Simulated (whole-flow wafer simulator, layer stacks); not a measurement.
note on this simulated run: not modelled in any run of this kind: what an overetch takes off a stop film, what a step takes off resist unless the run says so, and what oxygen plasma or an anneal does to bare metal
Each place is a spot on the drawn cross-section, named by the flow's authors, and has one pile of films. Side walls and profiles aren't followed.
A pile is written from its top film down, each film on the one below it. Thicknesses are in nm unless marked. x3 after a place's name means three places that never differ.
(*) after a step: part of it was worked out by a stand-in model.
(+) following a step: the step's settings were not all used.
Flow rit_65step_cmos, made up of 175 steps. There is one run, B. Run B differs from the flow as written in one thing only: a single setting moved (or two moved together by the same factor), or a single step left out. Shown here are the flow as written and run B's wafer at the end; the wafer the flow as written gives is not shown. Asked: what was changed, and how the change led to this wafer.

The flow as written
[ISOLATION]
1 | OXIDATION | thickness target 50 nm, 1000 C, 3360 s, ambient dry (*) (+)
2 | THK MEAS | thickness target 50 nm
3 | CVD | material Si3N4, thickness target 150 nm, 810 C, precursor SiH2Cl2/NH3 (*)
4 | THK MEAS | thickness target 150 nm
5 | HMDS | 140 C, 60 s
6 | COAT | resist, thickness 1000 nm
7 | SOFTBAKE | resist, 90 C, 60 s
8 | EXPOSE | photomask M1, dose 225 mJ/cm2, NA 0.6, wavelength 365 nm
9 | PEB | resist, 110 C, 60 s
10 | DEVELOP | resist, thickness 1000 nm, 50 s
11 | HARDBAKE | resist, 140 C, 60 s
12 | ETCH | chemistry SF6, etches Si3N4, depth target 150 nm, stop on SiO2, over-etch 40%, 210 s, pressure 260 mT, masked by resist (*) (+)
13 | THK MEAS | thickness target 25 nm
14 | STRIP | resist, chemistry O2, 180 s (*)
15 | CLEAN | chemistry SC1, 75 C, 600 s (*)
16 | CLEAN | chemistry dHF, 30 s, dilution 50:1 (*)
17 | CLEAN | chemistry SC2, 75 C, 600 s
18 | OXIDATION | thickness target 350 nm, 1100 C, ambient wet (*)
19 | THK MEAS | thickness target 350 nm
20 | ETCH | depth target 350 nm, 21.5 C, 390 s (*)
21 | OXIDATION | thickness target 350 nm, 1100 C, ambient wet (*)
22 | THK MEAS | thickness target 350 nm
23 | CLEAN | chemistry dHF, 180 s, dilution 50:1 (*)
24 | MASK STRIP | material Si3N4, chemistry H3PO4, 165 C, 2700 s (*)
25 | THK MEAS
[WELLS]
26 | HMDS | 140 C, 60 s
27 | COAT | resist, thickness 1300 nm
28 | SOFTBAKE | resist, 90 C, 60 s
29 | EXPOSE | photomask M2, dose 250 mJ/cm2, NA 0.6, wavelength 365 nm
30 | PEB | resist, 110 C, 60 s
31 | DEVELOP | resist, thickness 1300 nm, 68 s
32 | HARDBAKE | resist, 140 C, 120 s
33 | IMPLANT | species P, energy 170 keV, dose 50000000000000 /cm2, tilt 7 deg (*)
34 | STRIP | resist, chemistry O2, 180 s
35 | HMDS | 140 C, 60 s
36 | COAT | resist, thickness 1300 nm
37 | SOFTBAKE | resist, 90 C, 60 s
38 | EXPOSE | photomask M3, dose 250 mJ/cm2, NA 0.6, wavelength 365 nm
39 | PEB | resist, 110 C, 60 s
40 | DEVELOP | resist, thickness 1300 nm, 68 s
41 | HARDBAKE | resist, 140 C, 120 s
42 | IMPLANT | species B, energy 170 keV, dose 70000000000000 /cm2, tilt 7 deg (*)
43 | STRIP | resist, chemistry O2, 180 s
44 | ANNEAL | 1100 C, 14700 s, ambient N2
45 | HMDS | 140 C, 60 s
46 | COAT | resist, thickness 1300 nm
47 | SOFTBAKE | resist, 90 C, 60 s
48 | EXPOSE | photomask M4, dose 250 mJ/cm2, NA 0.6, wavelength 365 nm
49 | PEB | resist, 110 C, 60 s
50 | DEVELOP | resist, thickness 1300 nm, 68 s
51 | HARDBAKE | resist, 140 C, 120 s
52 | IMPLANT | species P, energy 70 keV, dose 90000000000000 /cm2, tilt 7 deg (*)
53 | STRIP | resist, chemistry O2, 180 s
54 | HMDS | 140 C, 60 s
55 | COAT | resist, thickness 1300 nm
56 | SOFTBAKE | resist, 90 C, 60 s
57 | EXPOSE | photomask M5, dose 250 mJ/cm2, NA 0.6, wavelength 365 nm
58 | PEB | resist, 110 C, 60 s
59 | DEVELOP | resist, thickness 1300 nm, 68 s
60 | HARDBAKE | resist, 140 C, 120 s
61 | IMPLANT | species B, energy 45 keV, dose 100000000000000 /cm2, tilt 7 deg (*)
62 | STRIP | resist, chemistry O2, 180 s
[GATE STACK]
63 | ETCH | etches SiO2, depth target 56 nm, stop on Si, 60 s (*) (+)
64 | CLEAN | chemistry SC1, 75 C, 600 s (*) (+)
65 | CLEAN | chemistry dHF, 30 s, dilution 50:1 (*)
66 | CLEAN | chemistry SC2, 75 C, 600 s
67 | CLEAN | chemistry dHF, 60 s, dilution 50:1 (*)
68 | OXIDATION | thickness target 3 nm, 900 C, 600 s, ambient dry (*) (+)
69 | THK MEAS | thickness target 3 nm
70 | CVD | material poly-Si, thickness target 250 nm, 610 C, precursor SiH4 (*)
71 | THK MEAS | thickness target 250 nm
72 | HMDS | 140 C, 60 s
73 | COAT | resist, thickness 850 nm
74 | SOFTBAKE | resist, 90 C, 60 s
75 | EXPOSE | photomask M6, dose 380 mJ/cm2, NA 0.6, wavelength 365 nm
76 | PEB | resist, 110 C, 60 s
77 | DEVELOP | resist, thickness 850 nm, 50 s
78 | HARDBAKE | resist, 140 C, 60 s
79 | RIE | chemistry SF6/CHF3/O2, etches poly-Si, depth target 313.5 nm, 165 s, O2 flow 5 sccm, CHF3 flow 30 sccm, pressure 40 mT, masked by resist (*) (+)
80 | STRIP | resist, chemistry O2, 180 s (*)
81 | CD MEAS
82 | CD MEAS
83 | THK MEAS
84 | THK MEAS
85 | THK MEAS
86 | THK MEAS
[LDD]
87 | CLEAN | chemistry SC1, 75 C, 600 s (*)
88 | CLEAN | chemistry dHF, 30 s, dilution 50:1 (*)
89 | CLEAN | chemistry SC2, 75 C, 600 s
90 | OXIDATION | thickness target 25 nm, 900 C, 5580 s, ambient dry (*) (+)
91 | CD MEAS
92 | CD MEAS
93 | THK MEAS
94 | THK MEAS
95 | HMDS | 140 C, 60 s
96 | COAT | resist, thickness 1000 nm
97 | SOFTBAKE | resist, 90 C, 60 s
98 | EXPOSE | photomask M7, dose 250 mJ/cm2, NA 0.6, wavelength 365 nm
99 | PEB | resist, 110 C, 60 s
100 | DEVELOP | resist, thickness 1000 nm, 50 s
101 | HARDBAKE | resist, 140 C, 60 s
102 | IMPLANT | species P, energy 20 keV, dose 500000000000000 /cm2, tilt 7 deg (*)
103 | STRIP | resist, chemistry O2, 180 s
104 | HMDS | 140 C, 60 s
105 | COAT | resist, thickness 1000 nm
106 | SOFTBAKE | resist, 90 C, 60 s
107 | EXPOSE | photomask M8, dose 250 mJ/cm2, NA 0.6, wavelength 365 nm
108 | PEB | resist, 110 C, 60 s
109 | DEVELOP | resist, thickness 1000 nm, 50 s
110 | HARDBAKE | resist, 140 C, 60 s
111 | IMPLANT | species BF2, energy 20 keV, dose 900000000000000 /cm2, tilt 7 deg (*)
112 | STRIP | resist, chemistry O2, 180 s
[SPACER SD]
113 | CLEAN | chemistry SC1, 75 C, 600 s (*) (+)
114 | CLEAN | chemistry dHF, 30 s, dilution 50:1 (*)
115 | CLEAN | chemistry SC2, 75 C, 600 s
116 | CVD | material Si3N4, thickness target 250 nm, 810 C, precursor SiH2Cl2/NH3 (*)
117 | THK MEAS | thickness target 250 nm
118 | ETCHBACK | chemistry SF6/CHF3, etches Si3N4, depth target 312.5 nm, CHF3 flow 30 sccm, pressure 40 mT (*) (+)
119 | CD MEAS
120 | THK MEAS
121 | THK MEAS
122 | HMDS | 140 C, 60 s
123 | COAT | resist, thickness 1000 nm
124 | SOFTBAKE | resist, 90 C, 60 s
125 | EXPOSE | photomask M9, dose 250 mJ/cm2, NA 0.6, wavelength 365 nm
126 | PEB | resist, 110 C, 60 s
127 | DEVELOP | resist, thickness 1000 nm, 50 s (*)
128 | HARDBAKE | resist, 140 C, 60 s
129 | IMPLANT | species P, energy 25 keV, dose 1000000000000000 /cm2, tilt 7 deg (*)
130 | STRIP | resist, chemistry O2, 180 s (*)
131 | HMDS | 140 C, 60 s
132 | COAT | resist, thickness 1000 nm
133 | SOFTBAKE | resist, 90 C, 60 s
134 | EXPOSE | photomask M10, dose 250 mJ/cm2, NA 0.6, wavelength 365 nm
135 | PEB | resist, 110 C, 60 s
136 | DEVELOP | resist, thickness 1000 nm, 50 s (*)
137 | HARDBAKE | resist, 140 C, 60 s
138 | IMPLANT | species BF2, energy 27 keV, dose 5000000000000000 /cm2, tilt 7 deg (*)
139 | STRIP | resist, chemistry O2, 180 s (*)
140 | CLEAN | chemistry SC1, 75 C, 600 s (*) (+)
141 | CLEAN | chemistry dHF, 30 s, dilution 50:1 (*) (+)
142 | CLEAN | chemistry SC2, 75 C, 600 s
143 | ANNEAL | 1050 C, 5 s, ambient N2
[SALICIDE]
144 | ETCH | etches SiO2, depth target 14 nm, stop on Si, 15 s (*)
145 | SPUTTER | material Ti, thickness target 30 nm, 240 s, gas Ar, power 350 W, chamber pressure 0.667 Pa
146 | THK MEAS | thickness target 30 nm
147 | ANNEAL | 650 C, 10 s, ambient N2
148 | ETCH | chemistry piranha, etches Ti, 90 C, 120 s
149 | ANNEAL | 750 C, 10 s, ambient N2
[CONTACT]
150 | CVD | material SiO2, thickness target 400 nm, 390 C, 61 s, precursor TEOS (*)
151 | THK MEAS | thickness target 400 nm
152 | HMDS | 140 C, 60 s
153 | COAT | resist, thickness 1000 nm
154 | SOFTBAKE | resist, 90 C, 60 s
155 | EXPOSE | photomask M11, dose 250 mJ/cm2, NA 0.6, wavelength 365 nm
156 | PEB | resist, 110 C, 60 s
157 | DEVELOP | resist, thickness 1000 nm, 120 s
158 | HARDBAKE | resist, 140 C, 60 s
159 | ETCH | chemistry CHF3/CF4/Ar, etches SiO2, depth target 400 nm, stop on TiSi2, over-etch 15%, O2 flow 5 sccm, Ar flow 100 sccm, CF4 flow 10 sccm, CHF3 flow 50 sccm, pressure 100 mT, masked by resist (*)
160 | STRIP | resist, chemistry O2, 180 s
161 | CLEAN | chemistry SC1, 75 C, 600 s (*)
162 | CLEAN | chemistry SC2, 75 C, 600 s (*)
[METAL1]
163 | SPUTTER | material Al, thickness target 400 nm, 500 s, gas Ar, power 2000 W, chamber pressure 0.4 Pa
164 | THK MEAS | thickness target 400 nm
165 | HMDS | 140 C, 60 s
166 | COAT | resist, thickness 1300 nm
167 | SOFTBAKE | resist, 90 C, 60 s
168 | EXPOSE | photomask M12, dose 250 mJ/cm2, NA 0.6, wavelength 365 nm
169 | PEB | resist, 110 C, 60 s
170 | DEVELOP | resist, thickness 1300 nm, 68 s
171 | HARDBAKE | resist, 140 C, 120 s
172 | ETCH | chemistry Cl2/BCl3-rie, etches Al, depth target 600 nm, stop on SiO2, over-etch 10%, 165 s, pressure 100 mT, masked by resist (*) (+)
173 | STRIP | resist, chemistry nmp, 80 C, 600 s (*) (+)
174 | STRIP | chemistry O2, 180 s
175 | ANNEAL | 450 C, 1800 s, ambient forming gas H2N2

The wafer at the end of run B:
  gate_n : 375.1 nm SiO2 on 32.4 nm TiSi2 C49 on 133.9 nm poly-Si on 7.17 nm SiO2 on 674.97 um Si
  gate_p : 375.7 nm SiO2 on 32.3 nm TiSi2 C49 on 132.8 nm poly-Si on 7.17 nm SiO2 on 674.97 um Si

What caused this: step 145, SPUTTER: 144 s was run, whereas the flow has 240 s.

Step by step, how the change led to this:
  145 | SPUTTER | material Ti, thickness target 30 nm, 240 s, gas Ar, power 350 W, chamber pressure 0.667 Pa
      field, field_pw, field_nw, field_p, spacer, spacer_p: +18 Ti (new film) (it would be, as written: +30 Ti (new film))
      gate_n: +16.4 Ti (new film) (it would be, as written: +27.3 Ti (new film))
      (and at 1 other place as well)
  147 | ANNEAL | 650 C, 10 s, ambient N2
      gate_n: -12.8 Ti, +32.5 TiSi2 C49 (new film), -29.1 poly-Si (it would be, as written: -21.3 Ti, +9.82 TiSi first (new film), +39.5 TiSi2 C49 (new film), -41.9 poly-Si)
      gate_p: -12.7 Ti, +32.4 TiSi2 C49 (new film), -29 poly-Si (it would be, as written: -21.2 Ti, +9.56 TiSi first (new film), +39.6 TiSi2 C49 (new film), -41.9 poly-Si)
  148 | ETCH | chemistry piranha, etches Ti, 90 C, 120 s
      gate_n: -3.61 Ti (all of it), -0.11 TiSi2 C49 (it would be, as written: -6 Ti (all of it), -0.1 TiSi first)
      gate_p: -3.59 Ti (all of it), -0.11 TiSi2 C49 (it would be, as written: -5.97 Ti (all of it), -0.1 TiSi first)
      (and at 6 other places as well)
  149 | ANNEAL | 750 C, 10 s, ambient N2
      gate_n: nothing (it would be, as written: +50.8 TiSi2 (new film), -9.72 TiSi first (all of it), -39.5 TiSi2 C49 (all of it), -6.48 poly-Si)
      gate_p: nothing (it would be, as written: +50.6 TiSi2 (new film), -9.46 TiSi first (all of it), -39.6 TiSi2 C49 (all of it), -6.31 poly-Si)
